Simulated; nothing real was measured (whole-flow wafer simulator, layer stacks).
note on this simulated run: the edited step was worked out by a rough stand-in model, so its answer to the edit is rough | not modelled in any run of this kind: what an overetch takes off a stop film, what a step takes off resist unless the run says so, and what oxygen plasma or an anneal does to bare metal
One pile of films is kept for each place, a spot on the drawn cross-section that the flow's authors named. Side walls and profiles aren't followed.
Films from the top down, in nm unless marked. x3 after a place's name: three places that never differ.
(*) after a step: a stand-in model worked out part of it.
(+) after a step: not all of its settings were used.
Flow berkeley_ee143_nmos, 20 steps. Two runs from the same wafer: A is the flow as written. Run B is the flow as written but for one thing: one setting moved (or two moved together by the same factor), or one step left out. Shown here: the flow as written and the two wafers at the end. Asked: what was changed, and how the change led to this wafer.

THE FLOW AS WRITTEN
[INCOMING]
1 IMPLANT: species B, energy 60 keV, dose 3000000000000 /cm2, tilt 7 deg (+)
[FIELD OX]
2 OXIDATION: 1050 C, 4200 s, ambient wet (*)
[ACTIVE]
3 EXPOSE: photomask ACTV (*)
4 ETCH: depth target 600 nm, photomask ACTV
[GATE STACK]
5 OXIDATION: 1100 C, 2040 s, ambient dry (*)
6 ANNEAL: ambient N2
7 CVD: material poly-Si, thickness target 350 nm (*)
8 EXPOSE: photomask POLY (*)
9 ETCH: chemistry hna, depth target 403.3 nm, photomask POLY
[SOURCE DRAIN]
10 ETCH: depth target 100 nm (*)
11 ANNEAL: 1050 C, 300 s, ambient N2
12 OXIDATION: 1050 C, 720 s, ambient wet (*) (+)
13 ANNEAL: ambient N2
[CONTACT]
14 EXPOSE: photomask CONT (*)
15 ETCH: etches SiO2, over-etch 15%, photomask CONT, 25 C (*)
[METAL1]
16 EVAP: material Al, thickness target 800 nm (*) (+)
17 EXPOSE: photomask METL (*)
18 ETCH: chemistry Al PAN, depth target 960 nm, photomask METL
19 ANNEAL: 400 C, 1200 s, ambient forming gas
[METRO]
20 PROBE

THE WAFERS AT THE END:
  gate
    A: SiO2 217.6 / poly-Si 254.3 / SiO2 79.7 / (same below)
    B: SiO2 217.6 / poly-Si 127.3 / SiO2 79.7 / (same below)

The cause: step 7, CVD: thickness target 223 nm was run, where the flow has thickness target 350 nm.

How the change led to this, step by step:
  7 CVD: material poly-Si, thickness target 350 nm (*)
      gate, sd, contact, field: A poly-Si +350 (new film) | B poly-Si +223 (new film)
  9 ETCH: chemistry hna, depth target 403.3 nm, photomask POLY
      sd, contact, field: A poly-Si -350 (all of it) | B poly-Si -223 (all of it)
